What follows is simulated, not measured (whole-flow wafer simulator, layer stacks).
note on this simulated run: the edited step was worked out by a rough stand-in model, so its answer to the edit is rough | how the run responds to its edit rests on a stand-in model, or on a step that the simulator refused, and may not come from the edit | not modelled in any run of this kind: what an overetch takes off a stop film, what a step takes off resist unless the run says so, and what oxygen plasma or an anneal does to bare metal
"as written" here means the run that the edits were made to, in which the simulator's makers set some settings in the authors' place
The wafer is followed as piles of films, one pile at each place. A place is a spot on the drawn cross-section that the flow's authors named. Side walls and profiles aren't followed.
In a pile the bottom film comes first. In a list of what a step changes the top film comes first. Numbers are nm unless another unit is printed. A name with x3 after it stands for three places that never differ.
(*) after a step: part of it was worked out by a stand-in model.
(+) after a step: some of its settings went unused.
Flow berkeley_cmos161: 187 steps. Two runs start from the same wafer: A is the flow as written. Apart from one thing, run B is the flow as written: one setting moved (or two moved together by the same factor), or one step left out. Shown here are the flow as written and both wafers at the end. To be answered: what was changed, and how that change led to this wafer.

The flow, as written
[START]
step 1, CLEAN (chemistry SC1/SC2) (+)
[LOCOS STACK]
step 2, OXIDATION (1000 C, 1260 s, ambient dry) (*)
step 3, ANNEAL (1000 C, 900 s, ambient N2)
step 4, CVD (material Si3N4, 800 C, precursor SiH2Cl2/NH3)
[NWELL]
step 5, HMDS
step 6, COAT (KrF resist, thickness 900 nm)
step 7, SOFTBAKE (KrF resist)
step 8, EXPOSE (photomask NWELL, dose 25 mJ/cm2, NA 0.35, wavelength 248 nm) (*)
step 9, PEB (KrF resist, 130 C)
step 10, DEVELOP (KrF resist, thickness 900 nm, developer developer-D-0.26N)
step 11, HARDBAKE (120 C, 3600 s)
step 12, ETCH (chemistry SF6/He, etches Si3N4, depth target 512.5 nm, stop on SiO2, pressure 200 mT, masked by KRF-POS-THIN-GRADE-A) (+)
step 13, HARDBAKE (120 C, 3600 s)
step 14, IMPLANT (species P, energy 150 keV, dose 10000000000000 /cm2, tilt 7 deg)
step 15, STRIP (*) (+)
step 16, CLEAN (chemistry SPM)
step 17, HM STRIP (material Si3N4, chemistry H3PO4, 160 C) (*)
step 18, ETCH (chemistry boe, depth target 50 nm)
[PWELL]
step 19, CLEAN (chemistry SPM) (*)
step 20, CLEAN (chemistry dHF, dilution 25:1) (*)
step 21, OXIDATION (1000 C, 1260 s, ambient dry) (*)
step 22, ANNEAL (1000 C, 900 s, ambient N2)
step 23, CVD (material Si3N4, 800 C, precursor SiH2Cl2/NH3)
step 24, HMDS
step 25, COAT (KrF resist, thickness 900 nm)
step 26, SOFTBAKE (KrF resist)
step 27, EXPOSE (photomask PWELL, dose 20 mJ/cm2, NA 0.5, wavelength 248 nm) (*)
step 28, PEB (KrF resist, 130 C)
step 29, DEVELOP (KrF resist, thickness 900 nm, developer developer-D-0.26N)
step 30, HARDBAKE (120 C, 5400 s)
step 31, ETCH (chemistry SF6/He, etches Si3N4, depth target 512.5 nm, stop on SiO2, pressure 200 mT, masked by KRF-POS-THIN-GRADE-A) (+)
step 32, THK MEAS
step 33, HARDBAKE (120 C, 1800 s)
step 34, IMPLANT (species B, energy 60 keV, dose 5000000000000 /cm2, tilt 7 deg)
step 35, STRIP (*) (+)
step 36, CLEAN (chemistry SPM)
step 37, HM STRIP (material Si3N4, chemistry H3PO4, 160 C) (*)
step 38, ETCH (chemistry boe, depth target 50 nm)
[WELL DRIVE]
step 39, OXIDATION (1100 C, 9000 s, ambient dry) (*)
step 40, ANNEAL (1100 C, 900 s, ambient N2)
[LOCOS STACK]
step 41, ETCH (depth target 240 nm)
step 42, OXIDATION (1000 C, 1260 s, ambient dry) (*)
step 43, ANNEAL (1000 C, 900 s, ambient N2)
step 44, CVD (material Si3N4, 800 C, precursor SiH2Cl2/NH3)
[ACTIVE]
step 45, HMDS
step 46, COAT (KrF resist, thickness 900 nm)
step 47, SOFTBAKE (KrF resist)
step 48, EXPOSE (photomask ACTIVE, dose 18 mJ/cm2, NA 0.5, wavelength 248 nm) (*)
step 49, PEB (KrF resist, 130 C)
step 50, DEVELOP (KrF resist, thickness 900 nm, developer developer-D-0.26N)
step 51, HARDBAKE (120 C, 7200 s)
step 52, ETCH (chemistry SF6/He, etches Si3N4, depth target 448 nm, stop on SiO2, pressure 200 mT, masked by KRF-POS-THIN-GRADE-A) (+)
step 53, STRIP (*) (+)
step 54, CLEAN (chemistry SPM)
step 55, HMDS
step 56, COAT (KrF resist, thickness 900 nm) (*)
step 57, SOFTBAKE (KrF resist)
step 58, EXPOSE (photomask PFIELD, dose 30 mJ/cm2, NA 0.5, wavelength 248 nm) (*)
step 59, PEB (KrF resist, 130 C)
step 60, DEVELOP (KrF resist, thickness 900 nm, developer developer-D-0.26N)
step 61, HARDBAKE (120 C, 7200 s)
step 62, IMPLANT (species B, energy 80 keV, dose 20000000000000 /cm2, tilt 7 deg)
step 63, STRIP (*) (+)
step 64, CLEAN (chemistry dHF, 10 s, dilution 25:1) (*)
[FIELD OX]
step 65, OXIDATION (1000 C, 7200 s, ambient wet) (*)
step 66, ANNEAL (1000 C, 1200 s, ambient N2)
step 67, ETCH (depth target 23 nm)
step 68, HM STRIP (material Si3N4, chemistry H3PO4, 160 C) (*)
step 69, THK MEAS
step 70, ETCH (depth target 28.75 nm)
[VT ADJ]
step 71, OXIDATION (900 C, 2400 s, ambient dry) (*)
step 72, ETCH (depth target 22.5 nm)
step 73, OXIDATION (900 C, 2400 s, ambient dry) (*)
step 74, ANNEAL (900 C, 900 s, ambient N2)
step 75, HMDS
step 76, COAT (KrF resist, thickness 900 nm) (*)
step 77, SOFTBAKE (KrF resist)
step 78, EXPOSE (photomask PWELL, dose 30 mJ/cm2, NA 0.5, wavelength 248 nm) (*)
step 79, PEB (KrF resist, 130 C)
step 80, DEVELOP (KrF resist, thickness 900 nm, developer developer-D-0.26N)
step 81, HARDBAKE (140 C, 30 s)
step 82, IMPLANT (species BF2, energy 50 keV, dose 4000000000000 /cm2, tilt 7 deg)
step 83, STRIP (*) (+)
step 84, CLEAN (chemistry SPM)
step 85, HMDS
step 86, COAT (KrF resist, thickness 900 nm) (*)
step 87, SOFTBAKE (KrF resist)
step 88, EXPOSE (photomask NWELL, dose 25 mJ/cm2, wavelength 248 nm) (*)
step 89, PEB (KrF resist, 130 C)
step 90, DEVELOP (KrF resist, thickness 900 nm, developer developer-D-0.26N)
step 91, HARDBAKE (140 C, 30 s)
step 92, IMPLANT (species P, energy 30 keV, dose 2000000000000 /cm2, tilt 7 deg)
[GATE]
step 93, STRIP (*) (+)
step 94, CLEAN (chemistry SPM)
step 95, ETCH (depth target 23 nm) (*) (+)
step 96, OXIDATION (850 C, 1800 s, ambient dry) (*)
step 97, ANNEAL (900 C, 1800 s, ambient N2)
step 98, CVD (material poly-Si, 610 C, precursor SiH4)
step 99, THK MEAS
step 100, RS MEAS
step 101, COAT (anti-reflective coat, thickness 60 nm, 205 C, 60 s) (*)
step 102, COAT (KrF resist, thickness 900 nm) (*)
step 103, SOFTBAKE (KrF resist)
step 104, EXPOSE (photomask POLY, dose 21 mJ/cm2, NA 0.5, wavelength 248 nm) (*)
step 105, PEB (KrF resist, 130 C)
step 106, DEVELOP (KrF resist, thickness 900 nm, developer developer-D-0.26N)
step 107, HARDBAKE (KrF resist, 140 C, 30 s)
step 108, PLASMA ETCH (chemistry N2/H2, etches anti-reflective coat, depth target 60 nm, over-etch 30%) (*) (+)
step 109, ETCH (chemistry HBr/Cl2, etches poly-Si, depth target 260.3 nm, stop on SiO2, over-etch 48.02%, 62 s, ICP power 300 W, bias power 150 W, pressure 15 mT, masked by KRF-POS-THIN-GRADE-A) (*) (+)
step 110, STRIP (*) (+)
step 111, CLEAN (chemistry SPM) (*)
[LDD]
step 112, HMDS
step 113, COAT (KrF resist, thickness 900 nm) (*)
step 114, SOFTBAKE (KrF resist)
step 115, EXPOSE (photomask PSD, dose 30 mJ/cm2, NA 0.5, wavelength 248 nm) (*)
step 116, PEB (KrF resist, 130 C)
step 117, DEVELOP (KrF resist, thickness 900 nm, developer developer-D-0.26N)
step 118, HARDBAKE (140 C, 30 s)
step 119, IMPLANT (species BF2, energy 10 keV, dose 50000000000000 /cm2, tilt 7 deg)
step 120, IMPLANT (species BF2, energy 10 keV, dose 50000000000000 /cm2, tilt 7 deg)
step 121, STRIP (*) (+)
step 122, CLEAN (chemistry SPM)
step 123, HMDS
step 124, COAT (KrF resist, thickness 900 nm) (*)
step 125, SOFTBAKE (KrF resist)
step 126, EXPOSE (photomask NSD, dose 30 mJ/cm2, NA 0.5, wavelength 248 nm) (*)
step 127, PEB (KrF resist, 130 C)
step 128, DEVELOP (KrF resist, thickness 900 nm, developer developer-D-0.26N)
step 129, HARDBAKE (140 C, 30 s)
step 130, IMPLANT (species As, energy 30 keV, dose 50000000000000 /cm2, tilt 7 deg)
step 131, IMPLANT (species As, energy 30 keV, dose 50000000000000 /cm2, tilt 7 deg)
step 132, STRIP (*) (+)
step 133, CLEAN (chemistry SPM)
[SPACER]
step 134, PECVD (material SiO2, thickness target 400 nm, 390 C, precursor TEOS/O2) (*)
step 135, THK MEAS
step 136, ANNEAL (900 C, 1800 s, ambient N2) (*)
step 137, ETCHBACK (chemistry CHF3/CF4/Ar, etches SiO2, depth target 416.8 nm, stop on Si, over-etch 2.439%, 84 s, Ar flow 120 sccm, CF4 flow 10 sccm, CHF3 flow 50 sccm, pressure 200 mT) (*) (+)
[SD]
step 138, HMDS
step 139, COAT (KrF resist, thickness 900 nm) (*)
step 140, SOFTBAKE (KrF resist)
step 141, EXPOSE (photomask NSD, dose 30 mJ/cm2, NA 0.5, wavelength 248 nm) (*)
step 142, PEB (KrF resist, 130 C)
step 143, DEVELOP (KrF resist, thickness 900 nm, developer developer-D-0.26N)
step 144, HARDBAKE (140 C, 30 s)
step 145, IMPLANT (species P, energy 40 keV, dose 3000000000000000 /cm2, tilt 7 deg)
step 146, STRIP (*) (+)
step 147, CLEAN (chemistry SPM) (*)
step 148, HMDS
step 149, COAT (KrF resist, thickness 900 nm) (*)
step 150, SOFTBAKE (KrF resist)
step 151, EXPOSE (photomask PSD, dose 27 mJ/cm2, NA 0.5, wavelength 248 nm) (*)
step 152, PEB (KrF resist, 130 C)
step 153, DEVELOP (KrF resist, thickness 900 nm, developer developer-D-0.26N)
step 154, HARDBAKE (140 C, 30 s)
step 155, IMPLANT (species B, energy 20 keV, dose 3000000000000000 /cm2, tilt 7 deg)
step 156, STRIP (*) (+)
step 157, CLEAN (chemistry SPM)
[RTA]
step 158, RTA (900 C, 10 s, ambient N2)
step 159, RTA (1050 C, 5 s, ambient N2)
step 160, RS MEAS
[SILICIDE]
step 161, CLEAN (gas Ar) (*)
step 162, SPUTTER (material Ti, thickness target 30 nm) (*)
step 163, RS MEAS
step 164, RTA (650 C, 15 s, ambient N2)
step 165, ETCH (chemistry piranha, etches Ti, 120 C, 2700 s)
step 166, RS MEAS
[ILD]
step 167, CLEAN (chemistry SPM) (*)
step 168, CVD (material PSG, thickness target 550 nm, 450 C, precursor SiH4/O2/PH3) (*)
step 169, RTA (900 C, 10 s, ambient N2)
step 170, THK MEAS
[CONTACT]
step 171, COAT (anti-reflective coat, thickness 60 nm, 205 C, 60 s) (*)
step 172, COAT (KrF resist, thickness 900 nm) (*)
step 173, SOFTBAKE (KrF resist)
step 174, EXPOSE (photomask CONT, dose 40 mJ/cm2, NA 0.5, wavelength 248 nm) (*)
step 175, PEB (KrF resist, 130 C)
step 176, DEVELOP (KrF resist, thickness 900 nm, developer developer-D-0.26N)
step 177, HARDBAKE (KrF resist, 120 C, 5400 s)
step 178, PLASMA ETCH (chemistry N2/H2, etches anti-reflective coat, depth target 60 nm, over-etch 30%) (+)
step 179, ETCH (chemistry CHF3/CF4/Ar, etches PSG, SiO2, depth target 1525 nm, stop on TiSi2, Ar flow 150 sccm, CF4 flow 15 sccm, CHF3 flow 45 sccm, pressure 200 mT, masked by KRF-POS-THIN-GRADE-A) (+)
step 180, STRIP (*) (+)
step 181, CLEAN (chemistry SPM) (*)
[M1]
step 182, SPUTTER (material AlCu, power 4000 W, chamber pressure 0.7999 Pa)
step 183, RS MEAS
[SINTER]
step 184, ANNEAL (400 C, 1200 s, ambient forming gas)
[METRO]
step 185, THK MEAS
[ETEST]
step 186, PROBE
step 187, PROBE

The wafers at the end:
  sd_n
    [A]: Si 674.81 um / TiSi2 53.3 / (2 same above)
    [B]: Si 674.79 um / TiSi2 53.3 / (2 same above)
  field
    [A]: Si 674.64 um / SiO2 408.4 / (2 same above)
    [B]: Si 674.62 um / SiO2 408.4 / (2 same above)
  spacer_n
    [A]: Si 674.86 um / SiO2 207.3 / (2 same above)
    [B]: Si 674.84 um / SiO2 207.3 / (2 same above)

What caused this: step 21, OXIDATION: 1200 C was run, though the flow has 1000 C.

How this came from the change, step by step:
  step 21, OXIDATION (1000 C, 1260 s, ambient dry) (*)
      field, sd_n, spacer_n and 6 more: A SiO2 gains 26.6 (new film), Si loses 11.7 | B SiO2 gains 100.7 (new film), Si loses 44.3
  step 38, ETCH (chemistry boe, depth target 50 nm)
      field, sd_n, spacer_n, gate_n, contact: A SiO2 loses 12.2 (all of it) | B SiO2 loses 50
      sd_p, spacer_p, gate_p, m1: A SiO2 loses 24.4 (all of it) | B SiO2 loses 50
  step 39, OXIDATION (1100 C, 9000 s, ambient dry) (*)
      field, sd_n, spacer_n, gate_n, contact: A SiO2 gains 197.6 (new film), Si loses 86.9 | B SiO2 gains 168.5, Si loses 74.1
      sd_p, spacer_p, gate_p, m1: A SiO2 gains 197.6 (new film), Si loses 86.9 | B SiO2 gains 160.7, Si loses 70.7
  step 41, ETCH (depth target 240 nm)
      field, sd_n, spacer_n, gate_n, contact: A SiO2 loses 197.6 (all of it) | B SiO2 loses 204.8 (all of it)
      sd_p, spacer_p, gate_p, m1: A SiO2 loses 197.6 (all of it) | B SiO2 loses 209.2 (all of it)
  step 171, COAT (anti-reflective coat, thickness 60 nm, 205 C, 60 s) (*)
      m1: A anti-reflective coat gains 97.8 (new film) | B anti-reflective coat gains 95.3 (new film)
  step 180, STRIP (*) (+)
      m1: A KrF resist loses 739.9 (all of it), anti-reflective coat loses 97.8 (all of it) | B KrF resist loses 738.8 (all of it), anti-reflective coat loses 95.3 (all of it)
